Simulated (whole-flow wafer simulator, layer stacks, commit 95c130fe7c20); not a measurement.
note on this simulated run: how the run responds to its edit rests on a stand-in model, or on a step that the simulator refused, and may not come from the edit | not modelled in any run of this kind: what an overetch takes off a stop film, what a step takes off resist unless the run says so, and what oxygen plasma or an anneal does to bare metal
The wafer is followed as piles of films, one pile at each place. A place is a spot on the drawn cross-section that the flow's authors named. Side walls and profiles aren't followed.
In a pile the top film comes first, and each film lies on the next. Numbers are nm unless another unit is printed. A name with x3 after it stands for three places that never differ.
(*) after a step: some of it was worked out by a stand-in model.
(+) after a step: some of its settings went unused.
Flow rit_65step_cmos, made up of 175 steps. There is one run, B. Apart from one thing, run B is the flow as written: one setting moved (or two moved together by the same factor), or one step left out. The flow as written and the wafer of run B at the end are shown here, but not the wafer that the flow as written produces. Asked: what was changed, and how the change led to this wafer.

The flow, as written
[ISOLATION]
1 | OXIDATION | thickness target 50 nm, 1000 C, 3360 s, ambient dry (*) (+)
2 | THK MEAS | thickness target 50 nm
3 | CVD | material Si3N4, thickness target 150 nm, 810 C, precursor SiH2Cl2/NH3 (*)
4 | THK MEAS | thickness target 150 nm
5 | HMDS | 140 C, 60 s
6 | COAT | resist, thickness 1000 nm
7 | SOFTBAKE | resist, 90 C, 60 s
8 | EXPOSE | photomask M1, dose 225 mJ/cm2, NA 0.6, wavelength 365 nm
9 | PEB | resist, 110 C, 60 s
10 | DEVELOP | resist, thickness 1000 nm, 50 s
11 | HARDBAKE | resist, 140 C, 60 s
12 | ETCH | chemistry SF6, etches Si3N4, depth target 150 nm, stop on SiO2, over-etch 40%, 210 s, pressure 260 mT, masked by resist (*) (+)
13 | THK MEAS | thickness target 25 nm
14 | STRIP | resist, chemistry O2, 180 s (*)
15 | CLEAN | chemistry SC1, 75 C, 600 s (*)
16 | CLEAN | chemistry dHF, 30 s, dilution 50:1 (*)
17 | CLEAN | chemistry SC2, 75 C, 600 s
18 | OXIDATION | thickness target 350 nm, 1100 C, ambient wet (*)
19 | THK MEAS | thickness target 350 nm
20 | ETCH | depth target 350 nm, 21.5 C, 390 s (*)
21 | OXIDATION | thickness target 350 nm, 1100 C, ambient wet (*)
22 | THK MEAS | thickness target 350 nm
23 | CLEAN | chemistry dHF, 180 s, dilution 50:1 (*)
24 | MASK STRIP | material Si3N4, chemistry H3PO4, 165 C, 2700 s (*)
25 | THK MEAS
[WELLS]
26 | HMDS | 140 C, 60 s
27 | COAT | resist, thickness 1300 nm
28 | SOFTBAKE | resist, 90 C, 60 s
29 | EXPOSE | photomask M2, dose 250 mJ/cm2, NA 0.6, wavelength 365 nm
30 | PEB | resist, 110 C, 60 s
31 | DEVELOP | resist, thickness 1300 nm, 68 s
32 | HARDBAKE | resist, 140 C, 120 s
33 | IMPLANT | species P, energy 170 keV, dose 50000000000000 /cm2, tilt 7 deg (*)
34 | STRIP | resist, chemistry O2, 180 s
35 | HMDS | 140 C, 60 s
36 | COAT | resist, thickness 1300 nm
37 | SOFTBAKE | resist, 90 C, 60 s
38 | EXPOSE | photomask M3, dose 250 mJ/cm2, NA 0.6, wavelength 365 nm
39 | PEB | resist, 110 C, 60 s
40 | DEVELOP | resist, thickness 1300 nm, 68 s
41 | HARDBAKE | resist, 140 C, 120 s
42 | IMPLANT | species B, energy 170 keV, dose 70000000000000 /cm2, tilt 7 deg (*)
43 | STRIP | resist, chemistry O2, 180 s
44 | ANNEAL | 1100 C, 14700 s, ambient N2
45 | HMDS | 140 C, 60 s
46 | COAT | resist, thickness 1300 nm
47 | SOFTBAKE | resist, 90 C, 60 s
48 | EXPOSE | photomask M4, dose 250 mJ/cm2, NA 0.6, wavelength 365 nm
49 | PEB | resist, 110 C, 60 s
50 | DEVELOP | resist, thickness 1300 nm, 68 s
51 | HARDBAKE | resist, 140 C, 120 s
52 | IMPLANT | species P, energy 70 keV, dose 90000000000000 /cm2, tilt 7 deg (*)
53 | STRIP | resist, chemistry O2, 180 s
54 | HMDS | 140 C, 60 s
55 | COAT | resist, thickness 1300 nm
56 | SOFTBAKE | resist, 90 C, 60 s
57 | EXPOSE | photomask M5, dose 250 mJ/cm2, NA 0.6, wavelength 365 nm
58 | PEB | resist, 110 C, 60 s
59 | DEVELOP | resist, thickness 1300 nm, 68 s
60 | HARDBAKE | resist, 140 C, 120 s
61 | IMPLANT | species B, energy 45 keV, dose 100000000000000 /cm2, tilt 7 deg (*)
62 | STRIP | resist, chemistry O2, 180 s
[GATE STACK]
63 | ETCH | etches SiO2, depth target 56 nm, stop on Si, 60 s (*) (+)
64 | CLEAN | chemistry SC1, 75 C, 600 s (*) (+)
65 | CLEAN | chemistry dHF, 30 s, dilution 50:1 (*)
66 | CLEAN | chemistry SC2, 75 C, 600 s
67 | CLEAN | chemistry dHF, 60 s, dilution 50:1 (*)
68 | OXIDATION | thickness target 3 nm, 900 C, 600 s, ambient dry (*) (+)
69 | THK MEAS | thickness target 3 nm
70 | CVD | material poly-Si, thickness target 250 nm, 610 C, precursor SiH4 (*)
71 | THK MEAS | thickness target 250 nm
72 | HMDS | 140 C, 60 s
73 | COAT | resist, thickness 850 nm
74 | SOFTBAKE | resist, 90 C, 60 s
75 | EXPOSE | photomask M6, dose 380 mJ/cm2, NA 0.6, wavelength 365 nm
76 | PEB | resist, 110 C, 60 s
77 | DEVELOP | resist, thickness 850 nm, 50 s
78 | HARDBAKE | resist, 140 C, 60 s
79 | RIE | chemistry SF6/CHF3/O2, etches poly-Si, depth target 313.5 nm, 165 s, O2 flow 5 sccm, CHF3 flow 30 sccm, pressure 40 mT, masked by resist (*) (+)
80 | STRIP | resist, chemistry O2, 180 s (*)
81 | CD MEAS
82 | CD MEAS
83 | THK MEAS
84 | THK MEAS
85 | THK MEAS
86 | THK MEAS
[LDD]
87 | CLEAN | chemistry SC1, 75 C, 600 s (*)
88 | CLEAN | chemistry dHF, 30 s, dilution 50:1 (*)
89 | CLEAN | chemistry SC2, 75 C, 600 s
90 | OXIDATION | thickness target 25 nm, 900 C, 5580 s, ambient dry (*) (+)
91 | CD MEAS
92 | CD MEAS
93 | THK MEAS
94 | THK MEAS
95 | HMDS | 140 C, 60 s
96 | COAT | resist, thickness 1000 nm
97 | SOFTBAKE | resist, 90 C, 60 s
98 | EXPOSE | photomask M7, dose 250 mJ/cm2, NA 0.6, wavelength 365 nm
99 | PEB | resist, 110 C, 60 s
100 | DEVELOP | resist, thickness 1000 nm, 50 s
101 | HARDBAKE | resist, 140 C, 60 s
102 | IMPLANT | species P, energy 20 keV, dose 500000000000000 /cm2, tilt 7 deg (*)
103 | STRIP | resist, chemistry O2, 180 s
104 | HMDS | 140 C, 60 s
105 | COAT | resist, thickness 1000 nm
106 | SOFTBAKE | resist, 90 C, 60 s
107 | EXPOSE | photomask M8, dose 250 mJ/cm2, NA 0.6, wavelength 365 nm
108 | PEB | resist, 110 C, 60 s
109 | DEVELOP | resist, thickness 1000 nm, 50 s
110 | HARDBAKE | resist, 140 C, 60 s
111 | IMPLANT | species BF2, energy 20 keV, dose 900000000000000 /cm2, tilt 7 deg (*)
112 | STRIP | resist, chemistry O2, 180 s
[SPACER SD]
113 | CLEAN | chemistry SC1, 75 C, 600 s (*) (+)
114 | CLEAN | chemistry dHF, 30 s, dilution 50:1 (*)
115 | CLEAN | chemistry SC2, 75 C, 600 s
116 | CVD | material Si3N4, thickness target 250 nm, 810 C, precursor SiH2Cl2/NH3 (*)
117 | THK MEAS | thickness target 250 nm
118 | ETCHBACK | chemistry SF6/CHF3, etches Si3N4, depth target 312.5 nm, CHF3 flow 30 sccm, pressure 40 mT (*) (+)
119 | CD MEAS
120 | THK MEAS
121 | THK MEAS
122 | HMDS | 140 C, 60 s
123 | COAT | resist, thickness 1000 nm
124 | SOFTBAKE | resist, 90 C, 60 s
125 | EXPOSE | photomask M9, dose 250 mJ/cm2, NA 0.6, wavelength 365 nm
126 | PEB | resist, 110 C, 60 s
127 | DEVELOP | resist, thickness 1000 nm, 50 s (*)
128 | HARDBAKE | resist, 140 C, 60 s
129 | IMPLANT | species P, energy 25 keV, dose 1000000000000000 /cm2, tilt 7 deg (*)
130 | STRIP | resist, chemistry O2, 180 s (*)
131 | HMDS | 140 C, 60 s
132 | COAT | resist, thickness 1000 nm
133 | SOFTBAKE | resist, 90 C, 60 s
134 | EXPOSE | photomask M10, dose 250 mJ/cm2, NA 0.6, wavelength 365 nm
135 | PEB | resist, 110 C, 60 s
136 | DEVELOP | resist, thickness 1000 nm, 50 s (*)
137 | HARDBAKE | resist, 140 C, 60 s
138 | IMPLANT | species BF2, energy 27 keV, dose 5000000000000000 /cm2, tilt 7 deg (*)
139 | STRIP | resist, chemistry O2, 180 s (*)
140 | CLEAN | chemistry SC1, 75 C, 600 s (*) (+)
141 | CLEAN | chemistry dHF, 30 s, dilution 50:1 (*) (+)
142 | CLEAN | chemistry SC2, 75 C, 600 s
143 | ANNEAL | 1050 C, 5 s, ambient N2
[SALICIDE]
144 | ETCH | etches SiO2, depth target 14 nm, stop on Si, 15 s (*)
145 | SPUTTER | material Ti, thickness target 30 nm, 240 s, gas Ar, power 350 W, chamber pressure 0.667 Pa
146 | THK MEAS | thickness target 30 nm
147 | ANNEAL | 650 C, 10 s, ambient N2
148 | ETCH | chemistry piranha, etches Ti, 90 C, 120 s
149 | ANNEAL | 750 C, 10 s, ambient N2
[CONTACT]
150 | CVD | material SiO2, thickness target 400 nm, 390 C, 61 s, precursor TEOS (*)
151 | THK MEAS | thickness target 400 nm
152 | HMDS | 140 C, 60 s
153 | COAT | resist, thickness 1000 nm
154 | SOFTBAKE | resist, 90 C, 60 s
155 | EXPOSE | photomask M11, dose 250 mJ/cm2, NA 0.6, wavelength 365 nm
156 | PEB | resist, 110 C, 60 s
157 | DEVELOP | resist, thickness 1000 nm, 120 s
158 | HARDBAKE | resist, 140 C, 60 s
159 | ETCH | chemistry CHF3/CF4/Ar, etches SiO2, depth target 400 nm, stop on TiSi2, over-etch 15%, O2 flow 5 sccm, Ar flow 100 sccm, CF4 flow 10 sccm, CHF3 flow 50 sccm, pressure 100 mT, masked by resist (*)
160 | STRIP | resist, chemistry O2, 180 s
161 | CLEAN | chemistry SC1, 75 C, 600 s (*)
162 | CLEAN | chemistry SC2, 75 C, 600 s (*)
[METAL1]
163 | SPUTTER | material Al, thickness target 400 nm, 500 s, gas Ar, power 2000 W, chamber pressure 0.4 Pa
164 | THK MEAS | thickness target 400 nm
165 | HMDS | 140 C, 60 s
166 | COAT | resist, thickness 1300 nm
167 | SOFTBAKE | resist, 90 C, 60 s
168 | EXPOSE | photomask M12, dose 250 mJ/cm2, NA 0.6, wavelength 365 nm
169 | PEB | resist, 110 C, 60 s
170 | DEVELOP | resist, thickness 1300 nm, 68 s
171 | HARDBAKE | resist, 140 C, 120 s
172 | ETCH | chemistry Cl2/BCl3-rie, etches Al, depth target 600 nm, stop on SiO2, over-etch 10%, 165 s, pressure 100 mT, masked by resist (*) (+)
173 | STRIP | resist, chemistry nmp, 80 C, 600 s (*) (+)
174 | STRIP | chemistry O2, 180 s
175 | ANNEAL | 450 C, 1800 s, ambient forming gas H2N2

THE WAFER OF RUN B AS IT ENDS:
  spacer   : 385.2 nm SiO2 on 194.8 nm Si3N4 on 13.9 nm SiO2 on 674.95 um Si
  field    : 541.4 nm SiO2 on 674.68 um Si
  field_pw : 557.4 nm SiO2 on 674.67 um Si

What caused this: step 163, SPUTTER: thickness target 574 nm was run, whereas the flow has thickness target 400 nm; step 163, SPUTTER: 717 s was run, where the flow has 500 s.

The path from the change to this, step by step:
  163 | SPUTTER | material Al, thickness target 400 nm, 500 s, gas Ar, power 2000 W, chamber pressure 0.4 Pa
      field, field_pw, field_p, spacer, spacer_p: +574 Al (new film) (it would be, as written: +400 Al (new film))
      gate_n, gate_p: +538.7 Al (new film) (it would be, as written: +396 Al (new film))
      (and at 1 other place as well)
  166 | COAT | resist, thickness 1300 nm
      gate_n: +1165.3 resist (new film) (it would be, as written: +1131.7 resist (new film))
      gate_p: +1168.7 resist (new film) (it would be, as written: +1135.6 resist (new film))
  169 | PEB | resist, 110 C, 60 s
      gate_n: -61 resist (it would be, as written: -59.1 resist)
      gate_p: -61.1 resist (it would be, as written: -59.3 resist)
  170 | DEVELOP | resist, thickness 1300 nm, 68 s
      gate_n: -1104.3 resist (all of it) (it would be, as written: -1072.6 resist (all of it))
      gate_p: -1107.5 resist (all of it) (it would be, as written: -1076.3 resist (all of it))
  172 | ETCH | chemistry Cl2/BCl3-rie, etches Al, depth target 600 nm, stop on SiO2, over-etch 10%, 165 s, pressure 100 mT, masked by resist (*) (+)
      field, field_pw, field_p, spacer, spacer_p: -574 Al (all of it), -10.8 SiO2 (it would be, as written: -400 Al (all of it), -32.5 SiO2)
      gate_n, gate_p: -538.7 Al (all of it), -15.2 SiO2 (it would be, as written: -396 Al (all of it), -33 SiO2)
      (and at 1 other place as well)
